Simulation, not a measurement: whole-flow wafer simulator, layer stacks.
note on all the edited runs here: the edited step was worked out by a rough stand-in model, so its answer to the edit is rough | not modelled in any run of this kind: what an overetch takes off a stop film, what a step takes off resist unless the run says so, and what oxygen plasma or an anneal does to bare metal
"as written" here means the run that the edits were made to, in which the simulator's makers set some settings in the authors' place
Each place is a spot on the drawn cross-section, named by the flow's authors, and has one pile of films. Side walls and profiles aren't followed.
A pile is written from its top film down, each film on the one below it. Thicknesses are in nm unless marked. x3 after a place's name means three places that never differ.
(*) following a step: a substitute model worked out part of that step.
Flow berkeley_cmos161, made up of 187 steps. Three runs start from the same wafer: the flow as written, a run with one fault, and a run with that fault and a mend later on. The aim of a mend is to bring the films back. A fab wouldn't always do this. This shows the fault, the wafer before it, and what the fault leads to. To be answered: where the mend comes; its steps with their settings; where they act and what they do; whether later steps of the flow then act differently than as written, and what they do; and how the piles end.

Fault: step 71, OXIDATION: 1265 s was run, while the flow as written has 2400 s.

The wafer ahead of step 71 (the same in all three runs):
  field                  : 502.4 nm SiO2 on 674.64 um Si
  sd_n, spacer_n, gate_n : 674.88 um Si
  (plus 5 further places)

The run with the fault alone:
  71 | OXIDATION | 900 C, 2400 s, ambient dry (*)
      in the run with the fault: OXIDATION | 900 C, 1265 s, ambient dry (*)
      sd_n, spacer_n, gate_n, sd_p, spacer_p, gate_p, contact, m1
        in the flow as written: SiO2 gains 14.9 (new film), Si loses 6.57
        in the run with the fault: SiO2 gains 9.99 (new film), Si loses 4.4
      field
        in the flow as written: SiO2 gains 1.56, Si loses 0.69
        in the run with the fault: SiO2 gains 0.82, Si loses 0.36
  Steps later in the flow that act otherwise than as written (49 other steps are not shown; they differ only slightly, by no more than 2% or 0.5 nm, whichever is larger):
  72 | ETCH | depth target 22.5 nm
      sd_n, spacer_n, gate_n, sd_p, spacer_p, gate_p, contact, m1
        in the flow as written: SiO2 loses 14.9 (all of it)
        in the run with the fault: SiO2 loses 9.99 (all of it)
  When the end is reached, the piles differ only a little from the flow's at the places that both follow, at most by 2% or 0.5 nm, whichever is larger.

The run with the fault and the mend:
  After step 71 comes the mend.
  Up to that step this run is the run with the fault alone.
  71a | OXIDATION | 900 C, 1135 s, ambient dry (*) (a further turn of the flow's step 71, with different settings)
      sd_n, spacer_n, gate_n, sd_p, spacer_p, gate_p, contact, m1
        SiO2 gains 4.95, Si loses 2.18
      field
        SiO2 gains 0.74, Si loses 0.32
  Later steps of the flow that are run all act as written at every place that is followed.
  The piles end the same as the flow's at every place that both follow.
